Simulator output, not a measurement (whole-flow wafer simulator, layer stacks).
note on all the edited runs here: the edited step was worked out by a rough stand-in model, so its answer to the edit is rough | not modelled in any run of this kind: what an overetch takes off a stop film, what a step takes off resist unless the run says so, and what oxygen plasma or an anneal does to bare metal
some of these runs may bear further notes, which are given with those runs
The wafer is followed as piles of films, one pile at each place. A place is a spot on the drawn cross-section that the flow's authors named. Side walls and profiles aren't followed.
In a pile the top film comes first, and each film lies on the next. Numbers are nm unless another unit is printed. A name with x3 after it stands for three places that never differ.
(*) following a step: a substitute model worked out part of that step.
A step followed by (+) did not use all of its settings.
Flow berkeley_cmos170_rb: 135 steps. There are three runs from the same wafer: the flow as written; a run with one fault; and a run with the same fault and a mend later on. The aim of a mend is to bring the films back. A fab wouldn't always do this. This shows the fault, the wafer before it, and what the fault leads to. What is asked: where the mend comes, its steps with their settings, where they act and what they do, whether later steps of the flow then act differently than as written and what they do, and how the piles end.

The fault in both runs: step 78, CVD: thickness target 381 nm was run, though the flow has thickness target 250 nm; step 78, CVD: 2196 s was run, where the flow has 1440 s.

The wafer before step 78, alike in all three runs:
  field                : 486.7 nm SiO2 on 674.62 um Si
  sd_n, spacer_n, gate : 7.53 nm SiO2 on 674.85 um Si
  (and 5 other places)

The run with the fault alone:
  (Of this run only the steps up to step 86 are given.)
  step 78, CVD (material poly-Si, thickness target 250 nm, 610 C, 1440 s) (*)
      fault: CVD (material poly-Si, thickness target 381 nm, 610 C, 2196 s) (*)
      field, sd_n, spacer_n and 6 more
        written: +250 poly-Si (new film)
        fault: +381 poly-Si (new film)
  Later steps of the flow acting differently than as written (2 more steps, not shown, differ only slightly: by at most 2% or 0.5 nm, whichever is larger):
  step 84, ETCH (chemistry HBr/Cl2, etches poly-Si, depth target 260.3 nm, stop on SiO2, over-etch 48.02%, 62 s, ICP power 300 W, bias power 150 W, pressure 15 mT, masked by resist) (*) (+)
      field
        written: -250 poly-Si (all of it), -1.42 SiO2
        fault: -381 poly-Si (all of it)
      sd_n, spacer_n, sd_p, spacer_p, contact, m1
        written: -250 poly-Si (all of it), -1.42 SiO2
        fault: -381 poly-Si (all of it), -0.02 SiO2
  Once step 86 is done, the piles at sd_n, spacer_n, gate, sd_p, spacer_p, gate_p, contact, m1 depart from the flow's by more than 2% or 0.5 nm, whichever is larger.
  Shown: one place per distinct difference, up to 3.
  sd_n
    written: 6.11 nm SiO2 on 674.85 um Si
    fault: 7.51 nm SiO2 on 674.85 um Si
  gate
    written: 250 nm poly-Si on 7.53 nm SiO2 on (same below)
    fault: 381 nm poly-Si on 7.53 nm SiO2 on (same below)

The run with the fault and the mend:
  After step 78 comes the mend.
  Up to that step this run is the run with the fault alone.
  step 78a, ETCH (chemistry tmah, depth target 131 nm)
      field, sd_n, spacer_n and 6 more
        -131 poly-Si
  None of the later steps of the flow acts differently than as written at any place that is followed.
  The piles end the same as the flow's at every place that both follow.
